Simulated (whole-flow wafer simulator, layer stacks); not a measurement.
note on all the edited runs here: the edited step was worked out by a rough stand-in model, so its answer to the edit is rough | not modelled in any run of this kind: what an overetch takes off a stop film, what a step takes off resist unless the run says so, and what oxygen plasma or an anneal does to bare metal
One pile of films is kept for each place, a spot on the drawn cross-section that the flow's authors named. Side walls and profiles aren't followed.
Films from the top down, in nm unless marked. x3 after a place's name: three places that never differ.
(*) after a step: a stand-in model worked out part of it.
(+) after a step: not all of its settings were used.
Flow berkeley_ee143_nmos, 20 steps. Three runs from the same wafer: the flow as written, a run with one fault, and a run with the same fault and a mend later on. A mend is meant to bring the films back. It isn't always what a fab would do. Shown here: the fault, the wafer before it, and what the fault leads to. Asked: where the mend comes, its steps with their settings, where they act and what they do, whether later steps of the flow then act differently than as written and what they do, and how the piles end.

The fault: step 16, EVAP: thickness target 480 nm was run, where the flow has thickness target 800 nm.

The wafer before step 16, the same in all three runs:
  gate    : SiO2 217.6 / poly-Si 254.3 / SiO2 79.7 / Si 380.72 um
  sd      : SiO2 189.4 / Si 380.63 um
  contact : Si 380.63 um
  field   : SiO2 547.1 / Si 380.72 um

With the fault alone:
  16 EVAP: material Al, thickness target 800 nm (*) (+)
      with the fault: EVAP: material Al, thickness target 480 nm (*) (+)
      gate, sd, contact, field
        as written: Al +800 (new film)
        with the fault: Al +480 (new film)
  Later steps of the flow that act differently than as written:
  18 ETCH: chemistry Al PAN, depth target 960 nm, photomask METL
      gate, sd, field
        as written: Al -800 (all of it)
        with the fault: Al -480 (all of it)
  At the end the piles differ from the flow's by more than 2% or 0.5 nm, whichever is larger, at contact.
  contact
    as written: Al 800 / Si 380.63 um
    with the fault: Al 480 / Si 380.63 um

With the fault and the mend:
  The mend comes after step 16.
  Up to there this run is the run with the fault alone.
  16a EVAP: material Al, thickness target 320 nm (*) (+) (the flow's step 16 once more, with other settings)
      gate, sd, contact, field
        Al +320
  No later step of the flow acts differently than as written at any place that is followed.
  At the end the piles are the same as the flow's at every place that both follow.
